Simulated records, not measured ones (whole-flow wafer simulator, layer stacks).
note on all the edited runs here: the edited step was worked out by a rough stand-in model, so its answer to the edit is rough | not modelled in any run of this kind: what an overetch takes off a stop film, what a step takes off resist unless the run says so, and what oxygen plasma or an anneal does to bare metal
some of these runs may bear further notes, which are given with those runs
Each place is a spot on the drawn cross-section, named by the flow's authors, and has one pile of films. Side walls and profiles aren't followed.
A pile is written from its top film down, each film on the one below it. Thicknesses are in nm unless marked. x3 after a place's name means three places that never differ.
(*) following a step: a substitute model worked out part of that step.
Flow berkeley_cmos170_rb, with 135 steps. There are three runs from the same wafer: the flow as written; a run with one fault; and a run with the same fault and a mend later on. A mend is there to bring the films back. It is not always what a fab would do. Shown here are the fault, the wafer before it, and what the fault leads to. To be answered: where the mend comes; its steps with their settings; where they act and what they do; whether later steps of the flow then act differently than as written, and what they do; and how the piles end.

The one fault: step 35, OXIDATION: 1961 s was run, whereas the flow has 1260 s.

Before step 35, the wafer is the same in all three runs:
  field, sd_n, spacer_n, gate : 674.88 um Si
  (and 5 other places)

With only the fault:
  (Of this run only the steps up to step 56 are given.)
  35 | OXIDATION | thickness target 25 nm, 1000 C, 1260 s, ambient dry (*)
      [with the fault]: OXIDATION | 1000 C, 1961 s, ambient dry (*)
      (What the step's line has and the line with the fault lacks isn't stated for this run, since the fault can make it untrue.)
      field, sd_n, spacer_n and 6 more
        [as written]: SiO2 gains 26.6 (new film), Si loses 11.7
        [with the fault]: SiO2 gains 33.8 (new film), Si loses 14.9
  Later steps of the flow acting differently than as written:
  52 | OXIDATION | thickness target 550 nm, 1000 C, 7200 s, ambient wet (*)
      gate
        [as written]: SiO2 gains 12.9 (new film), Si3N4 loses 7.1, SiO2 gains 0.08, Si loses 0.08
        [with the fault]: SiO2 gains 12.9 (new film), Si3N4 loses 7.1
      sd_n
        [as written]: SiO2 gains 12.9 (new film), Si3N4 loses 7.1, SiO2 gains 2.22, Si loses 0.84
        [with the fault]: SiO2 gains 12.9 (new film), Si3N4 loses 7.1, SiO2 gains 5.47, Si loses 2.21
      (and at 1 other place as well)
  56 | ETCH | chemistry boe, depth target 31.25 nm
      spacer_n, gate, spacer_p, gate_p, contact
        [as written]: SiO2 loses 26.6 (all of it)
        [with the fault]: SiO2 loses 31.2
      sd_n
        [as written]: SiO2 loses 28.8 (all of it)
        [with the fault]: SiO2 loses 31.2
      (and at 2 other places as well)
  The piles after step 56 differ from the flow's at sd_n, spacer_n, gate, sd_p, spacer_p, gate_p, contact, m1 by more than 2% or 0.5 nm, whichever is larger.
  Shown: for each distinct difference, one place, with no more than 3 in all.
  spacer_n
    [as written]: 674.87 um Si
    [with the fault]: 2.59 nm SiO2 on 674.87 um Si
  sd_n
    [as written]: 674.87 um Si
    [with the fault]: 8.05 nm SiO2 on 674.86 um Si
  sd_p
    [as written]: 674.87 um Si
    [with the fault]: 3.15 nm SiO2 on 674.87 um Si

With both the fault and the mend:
  After step 36 comes the mend.
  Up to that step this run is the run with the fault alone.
  36a | WET ETCH | chemistry hf, depth target 7.284 nm
      field, sd_n, spacer_n and 6 more
        SiO2 loses 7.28
  Later steps of the flow that are run all act as written at every place that is followed, up to a difference of at most 2% or 0.5 nm, whichever is larger.
  When the end is reached, the piles differ only a little from the flow's at the places that both follow, at most by 2% or 0.5 nm, whichever is larger.
